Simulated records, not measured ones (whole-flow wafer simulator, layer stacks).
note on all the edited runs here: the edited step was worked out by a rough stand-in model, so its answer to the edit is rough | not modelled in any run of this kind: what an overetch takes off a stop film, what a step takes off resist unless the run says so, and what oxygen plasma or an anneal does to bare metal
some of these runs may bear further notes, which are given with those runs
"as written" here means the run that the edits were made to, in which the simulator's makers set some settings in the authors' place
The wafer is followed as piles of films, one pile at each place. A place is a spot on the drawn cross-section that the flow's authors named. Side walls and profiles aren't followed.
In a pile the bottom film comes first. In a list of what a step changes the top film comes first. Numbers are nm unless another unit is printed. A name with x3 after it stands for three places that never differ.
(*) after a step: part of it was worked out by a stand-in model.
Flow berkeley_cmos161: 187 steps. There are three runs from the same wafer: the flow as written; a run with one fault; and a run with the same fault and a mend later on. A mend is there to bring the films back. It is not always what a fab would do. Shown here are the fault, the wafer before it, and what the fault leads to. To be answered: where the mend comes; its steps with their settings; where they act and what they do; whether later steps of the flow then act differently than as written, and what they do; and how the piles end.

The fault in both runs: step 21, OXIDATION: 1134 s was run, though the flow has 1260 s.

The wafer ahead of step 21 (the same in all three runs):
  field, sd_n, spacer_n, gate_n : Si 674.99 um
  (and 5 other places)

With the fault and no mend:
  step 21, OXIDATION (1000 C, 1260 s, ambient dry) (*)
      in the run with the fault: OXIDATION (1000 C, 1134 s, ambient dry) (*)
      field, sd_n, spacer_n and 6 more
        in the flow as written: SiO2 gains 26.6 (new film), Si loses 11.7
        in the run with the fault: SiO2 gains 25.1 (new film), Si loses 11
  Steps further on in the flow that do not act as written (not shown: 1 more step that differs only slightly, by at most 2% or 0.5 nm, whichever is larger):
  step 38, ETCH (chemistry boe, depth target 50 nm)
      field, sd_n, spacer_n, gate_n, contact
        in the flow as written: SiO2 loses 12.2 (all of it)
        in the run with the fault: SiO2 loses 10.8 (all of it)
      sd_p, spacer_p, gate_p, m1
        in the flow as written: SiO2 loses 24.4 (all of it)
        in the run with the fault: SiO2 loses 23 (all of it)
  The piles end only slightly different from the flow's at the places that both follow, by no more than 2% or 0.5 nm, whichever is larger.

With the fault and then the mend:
  The mend stands after step 21.
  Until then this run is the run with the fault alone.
  step 21a, OXIDATION (1000 C, 126 s, ambient dry) (*) (the flow's step 21, run once more with other settings)
      field, sd_n, spacer_n and 6 more
        SiO2 gains 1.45, Si loses 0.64
  Later steps of the flow that are run all act as written at every place that is followed.
  By the end, the piles equal the flow's at every place that both follow.
